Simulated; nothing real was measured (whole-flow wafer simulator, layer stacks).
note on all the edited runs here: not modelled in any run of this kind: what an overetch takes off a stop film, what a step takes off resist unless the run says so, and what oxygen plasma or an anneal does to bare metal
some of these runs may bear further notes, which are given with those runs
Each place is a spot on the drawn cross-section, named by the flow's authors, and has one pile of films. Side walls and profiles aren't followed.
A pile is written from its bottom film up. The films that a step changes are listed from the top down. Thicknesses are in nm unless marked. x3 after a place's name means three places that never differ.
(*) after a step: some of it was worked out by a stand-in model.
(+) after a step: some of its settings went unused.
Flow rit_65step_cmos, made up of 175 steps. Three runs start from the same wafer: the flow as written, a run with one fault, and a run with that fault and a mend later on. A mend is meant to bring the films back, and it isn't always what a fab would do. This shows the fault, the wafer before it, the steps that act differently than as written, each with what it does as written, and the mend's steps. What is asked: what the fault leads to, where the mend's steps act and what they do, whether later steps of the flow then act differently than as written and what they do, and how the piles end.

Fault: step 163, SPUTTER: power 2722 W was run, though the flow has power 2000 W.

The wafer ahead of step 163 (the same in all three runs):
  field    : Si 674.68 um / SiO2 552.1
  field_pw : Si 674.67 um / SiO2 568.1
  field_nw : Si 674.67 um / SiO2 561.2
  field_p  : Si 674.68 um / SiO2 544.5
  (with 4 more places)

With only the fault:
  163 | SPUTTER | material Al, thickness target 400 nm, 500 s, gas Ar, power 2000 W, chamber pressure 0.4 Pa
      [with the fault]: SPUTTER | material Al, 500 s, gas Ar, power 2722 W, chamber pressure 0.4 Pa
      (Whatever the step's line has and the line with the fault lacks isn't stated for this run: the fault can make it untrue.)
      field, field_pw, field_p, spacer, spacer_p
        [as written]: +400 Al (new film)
        [with the fault]: +544.4 Al (new film)
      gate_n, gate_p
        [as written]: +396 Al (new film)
        [with the fault]: +520.3 Al (new film)
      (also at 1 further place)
  Steps further on in the flow that do not act as written (3 other steps are not shown; they differ only slightly, by no more than 2% or 0.5 nm, whichever is larger):
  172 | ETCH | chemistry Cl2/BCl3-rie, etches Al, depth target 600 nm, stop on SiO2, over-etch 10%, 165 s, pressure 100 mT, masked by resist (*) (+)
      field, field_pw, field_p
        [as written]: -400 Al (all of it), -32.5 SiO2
        [with the fault]: -544.4 Al (all of it), -14.5 SiO2
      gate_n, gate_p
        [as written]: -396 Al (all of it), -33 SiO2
        [with the fault]: -520.3 Al (all of it), -17.5 SiO2
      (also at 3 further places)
  At field, field_pw, field_nw, field_p, gate_n, gate_p, spacer, spacer_p, the piles at the end differ from the flow's by more than 2% or 0.5 nm, whichever is larger.
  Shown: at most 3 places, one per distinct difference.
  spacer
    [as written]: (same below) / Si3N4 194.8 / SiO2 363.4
    [with the fault]: (same below) / Si3N4 194.8 / SiO2 381.5
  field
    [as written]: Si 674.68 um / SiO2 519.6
    [with the fault]: Si 674.68 um / SiO2 537.7
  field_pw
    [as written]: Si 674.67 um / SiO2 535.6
    [with the fault]: Si 674.67 um / SiO2 553.7

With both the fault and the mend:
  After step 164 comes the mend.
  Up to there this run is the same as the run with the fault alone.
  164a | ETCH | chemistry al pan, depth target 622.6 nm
      field, field_pw, field_nw, field_p, spacer, spacer_p
        -544.4 Al (all of it)
      gate_n, gate_p
        -520.3 Al (all of it)
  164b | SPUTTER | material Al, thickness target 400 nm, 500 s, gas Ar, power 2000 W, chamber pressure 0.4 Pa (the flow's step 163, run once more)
      field, field_pw, field_p, spacer, spacer_p
        +400 Al (new film)
      gate_n, gate_p
        +396 Al (new film)
      field_nw
        +397.2 Al (new film)
  Later steps of the flow that are run all act as written at every place that is followed.
  At every place that both follow, the piles at the end match the flow's.
